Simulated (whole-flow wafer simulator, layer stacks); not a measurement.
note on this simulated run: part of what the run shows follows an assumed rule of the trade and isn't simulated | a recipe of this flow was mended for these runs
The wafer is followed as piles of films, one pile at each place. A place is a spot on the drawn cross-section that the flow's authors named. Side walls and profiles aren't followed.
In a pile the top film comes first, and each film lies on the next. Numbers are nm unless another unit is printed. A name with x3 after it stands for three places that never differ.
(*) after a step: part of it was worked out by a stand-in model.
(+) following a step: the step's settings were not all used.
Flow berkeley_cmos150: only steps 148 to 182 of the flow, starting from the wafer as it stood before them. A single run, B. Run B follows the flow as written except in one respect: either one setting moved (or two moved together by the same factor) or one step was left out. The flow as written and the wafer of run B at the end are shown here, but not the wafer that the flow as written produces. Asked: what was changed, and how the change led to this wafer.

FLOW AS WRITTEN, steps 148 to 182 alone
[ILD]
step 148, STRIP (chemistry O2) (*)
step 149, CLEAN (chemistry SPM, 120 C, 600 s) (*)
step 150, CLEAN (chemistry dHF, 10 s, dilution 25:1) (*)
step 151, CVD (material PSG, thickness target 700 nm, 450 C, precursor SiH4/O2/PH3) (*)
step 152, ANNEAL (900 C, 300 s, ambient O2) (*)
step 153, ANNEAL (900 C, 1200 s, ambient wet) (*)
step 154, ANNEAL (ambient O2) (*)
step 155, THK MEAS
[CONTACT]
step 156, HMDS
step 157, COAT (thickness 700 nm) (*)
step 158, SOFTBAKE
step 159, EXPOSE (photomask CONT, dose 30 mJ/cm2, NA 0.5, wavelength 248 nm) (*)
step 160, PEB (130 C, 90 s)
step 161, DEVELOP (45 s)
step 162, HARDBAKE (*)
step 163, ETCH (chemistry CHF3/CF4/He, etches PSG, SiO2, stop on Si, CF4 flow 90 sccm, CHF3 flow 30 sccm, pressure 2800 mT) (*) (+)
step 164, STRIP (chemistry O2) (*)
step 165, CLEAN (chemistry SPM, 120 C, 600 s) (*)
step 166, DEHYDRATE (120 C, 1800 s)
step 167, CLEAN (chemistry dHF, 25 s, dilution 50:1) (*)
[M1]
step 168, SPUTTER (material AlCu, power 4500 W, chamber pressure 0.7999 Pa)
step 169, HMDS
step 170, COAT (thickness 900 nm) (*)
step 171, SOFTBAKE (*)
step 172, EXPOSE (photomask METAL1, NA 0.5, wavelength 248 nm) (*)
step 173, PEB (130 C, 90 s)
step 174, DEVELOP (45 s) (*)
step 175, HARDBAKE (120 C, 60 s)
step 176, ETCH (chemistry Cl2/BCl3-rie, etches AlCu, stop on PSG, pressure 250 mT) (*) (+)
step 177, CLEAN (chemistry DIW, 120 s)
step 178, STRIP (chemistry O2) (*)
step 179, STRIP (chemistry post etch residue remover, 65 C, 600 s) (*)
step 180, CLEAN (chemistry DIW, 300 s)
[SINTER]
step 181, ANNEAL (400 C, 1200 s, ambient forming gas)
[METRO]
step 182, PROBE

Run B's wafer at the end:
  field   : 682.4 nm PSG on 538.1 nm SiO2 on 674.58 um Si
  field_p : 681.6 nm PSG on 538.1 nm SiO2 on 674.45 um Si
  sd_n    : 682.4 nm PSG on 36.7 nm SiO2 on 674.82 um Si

The reason: step 151, CVD: thickness target 784 nm was run, while the flow as written has thickness target 700 nm; step 167, CLEAN: 28 s was run, where the flow has 25 s.

How this came from the change, step by step:
  step 151, CVD (material PSG, thickness target 700 nm, 450 C, precursor SiH4/O2/PH3) (*)
      field, field_p, sd_n, gate_n, gate_p, contact, m1: PSG gains 784 (new film) (in the flow as written it would be: PSG gains 700 (new film))
      sd_p: PSG gains 713.6 (new film) (in the flow as written it would be: PSG gains 639.5 (new film))
  step 153, ANNEAL (900 C, 1200 s, ambient wet) (*)
      sd_n, contact, m1: PSG loses 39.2, SiO2 gains 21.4, Si loses 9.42 (in the flow as written it would be: PSG loses 35, SiO2 gains 22.8, Si loses 10)
      field, field_p: PSG loses 39.2, SiO2 gains 15.6, Si loses 6.85 (in the flow as written it would be: PSG loses 35, SiO2 gains 16.3, Si loses 7.15)
      (also at 3 further places)
  step 163, ETCH (chemistry CHF3/CF4/He, etches PSG, SiO2, stop on Si, CF4 flow 90 sccm, CHF3 flow 30 sccm, pressure 2800 mT) (*) (+)
      field, field_p, sd_n, gate_n, sd_p, gate_p, m1: KrF-resist loses 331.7 (in the flow as written it would be: KrF-resist loses 303.7)
      contact: PSG loses 744.8 (all of it), SiO2 loses 36.7 (all of it), Si loses 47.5 (in the flow as written it would be: PSG loses 665 (all of it), SiO2 loses 38.1 (all of it), Si loses 47.5)
  step 164, STRIP (chemistry O2) (*)
      field: KrF-resist loses 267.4 (all of it) (in the flow as written it would be: KrF-resist loses 294.5 (all of it))
      field_p: KrF-resist loses 371.1 (all of it) (in the flow as written it would be: KrF-resist loses 397.1 (all of it))
      (also at 5 further places)
  step 167, CLEAN (chemistry dHF, 25 s, dilution 50:1) (*)
      field, field_p, sd_n, gate_n, sd_p, gate_p, m1: PSG loses 31.1 (in the flow as written it would be: PSG loses 27.8)
  step 168, SPUTTER (material AlCu, power 4500 W, chamber pressure 0.7999 Pa)
      contact: AlCu gains 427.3 (new film) (in the flow as written it would be: AlCu gains 443.6 (new film))
  step 170, COAT (thickness 900 nm) (*)
      contact: thick-KrF-resist gains 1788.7 (new film) (in the flow as written it would be: thick-KrF-resist gains 1720.1 (new film))
  step 175, HARDBAKE (120 C, 60 s)
      contact: thick-KrF-resist loses 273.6 (in the flow as written it would be: thick-KrF-resist loses 263.1)
  step 178, STRIP (chemistry O2) (*)
      contact: thick-KrF-resist loses 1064 (all of it) (in the flow as written it would be: thick-KrF-resist loses 1006.2 (all of it))
